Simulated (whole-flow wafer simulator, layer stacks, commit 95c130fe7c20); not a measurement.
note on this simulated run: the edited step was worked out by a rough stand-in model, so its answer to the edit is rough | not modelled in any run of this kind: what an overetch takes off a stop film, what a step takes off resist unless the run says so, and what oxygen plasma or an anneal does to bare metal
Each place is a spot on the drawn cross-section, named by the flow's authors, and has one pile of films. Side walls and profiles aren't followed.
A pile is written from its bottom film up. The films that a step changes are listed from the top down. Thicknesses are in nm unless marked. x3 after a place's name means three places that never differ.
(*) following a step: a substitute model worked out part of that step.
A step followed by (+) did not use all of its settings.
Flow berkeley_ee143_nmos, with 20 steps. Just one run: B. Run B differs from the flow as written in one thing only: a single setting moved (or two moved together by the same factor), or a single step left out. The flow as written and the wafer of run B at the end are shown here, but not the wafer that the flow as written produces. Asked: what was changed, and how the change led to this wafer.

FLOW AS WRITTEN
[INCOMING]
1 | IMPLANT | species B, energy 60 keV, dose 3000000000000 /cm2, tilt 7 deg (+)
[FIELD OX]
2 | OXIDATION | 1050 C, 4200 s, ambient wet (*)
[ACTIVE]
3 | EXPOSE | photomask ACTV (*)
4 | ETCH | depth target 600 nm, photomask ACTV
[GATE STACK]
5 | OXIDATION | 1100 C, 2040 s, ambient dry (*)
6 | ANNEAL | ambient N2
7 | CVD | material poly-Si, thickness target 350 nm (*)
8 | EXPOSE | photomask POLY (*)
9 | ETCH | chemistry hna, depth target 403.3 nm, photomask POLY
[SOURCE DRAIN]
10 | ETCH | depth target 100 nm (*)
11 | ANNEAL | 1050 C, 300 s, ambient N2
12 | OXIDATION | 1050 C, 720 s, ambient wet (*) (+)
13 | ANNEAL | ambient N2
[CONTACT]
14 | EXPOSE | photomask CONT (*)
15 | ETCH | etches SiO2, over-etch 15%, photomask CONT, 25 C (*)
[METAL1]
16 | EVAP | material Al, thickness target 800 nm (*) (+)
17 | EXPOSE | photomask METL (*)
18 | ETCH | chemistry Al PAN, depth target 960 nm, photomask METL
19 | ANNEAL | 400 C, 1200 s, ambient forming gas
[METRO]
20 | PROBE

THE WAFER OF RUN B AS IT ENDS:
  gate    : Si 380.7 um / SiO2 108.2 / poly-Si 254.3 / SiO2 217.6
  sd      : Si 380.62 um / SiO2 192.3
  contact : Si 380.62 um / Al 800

Cause: step 5, OXIDATION: 1155 C was run, while the flow as written has 1100 C.

Step by step, how the change led to this:
  5 | OXIDATION | 1100 C, 2040 s, ambient dry (*)
      gate, sd, contact: SiO2 gains 108.2 (new film), Si loses 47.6 (it would be, as written: SiO2 gains 79.7 (new film), Si loses 35.1)
      field: SiO2 gains 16, Si loses 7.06 (it would be, as written: SiO2 gains 11.6, Si loses 5.1)
  10 | ETCH | depth target 100 nm (*)
      sd, contact: SiO2 loses 100 (it would be, as written: SiO2 loses 79.7 (all of it))
  12 | OXIDATION | 1050 C, 720 s, ambient wet (*) (+)
      sd, contact: SiO2 gains 184, Si loses 81 (it would be, as written: SiO2 gains 189.4 (new film), Si loses 83.4)
